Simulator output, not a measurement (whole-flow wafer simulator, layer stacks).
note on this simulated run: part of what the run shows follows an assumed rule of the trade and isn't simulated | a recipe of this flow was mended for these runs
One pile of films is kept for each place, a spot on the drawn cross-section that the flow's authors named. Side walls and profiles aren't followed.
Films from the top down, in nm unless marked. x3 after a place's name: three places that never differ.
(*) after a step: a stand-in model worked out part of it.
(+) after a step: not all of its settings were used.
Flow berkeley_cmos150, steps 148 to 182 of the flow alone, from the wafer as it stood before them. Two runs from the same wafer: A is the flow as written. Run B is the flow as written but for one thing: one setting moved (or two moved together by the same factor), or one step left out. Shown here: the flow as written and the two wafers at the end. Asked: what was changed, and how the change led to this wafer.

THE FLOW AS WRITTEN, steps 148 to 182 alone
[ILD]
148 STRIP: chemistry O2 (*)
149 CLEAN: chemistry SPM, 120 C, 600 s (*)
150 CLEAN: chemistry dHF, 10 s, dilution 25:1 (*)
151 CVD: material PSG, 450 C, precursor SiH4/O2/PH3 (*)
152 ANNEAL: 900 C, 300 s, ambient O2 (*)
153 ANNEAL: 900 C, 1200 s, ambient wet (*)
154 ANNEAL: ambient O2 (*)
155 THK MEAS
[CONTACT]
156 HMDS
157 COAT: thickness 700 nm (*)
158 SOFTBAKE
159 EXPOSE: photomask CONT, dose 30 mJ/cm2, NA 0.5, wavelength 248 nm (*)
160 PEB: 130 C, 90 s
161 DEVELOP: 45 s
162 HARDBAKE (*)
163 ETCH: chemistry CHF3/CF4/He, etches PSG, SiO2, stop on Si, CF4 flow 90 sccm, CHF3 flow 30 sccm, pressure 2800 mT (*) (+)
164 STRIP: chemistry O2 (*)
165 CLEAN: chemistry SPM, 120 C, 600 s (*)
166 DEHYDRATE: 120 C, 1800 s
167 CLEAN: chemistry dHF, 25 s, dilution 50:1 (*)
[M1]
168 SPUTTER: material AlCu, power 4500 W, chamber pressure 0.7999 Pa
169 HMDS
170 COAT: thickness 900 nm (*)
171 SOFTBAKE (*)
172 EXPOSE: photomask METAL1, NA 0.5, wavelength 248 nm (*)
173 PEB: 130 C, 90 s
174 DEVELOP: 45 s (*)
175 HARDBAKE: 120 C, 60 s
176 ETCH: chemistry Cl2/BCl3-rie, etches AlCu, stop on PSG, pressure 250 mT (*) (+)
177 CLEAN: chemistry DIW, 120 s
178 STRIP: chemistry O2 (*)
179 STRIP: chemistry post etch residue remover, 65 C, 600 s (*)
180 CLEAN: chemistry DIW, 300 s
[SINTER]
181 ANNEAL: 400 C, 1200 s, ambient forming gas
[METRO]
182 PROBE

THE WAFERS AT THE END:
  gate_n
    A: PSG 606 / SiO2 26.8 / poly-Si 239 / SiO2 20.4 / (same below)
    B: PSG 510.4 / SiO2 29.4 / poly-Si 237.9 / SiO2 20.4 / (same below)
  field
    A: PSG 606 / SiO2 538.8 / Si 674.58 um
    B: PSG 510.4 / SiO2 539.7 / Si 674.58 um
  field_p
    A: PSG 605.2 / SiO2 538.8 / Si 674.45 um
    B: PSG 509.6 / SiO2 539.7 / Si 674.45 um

The cause: step 151, CVD: 427 C was run, where the flow has 450 C.

How the change led to this, step by step:
  151 CVD: material PSG, 450 C, precursor SiH4/O2/PH3 (*)
      field, field_p, sd_n, gate_n, gate_p, contact, m1: A PSG +700 (new film) | B PSG +599.4 (new film)
      sd_p: A PSG +639.5 (new film) | B PSG +550.1 (new film)
  153 ANNEAL: 900 C, 1200 s, ambient wet (*)
      sd_n, contact, m1: A PSG -35, SiO2 +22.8, Si -10 | B PSG -30, SiO2 +24.6, Si -10.8
      field, field_p: A PSG -35, SiO2 +16.3, Si -7.15 | B PSG -30, SiO2 +17.2, Si -7.56
      (and at 3 more places)
  163 ETCH: chemistry CHF3/CF4/He, etches PSG, SiO2, stop on Si, CF4 flow 90 sccm, CHF3 flow 30 sccm, pressure 2800 mT (*) (+)
      field, field_p, sd_n, gate_n, sd_p, gate_p, m1: A KrF-resist -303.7 | B KrF-resist -270.2
      contact: A PSG -665 (all of it), SiO2 -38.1 (all of it), Si -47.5 | B PSG -569.5 (all of it), SiO2 -39.9 (all of it), Si -47.5
  164 STRIP: chemistry O2 (*)
      field: A KrF-resist -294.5 (all of it) | B KrF-resist -327.1 (all of it)
      field_p: A KrF-resist -397.1 (all of it) | B KrF-resist -428.2 (all of it)
      (and at 5 more places)
  168 SPUTTER: material AlCu, power 4500 W, chamber pressure 0.7999 Pa
      contact: A AlCu +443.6 (new film) | B AlCu +466.5 (new film)
  170 COAT: thickness 900 nm (*)
      contact: A thick-KrF-resist +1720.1 (new film) | B thick-KrF-resist +1632.2 (new film)
  175 HARDBAKE: 120 C, 60 s
      contact: A thick-KrF-resist -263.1 | B thick-KrF-resist -249.6
  178 STRIP: chemistry O2 (*)
      contact: A thick-KrF-resist -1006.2 (all of it) | B thick-KrF-resist -931.9 (all of it)
      m1: A thick-KrF-resist -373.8 (all of it) | B thick-KrF-resist -382.2 (all of it)
